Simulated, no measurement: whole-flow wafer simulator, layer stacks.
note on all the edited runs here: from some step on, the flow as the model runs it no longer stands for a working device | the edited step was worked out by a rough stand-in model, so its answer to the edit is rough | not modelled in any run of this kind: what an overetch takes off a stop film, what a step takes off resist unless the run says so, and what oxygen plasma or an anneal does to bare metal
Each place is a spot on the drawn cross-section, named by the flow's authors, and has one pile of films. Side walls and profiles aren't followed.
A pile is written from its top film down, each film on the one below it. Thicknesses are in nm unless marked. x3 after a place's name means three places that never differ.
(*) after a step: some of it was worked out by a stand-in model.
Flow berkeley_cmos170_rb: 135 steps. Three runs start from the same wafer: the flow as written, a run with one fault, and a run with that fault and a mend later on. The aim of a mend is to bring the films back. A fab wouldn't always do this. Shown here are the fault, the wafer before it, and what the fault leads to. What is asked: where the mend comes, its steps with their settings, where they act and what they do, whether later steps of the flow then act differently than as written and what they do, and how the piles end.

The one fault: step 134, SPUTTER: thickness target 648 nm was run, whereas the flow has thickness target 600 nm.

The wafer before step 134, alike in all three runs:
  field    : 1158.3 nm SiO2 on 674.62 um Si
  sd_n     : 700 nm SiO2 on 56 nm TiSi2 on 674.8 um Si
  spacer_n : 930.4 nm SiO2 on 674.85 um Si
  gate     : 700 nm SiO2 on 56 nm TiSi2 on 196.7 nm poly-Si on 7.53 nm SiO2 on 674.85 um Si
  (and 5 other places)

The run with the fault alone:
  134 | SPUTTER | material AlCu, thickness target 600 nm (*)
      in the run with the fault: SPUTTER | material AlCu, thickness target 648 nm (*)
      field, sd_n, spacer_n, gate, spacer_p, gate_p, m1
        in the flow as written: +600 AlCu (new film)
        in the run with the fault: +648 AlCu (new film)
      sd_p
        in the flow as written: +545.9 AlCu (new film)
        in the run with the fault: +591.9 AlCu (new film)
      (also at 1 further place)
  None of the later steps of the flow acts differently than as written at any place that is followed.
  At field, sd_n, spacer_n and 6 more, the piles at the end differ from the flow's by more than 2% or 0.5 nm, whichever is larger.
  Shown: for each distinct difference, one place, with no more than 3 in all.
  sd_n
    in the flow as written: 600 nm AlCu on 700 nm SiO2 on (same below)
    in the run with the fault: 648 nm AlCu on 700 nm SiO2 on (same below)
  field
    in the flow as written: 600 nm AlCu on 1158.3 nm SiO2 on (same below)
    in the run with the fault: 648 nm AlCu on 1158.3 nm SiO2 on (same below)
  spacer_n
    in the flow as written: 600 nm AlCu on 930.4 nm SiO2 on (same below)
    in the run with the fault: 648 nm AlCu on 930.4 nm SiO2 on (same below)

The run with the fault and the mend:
  The mend follows step 134.
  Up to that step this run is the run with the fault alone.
  134a | ETCH | chemistry al pan, depth target 745.3 nm
      field, sd_n, spacer_n, gate, spacer_p, gate_p, m1
        -648 AlCu (all of it)
      sd_p
        -591.9 AlCu (all of it)
      contact
        -446.6 AlCu (all of it)
  134b | SPUTTER | material AlCu, thickness target 600 nm (*) (a further turn of the flow's step 134)
      field, sd_n, spacer_n, gate, spacer_p, gate_p, m1
        +600 AlCu (new film)
      sd_p
        +545.9 AlCu (new film)
      contact
        +415.1 AlCu (new film)
  None of the later steps of the flow acts differently than as written at any place that is followed.
  The piles end the same as the flow's at every place that both follow.
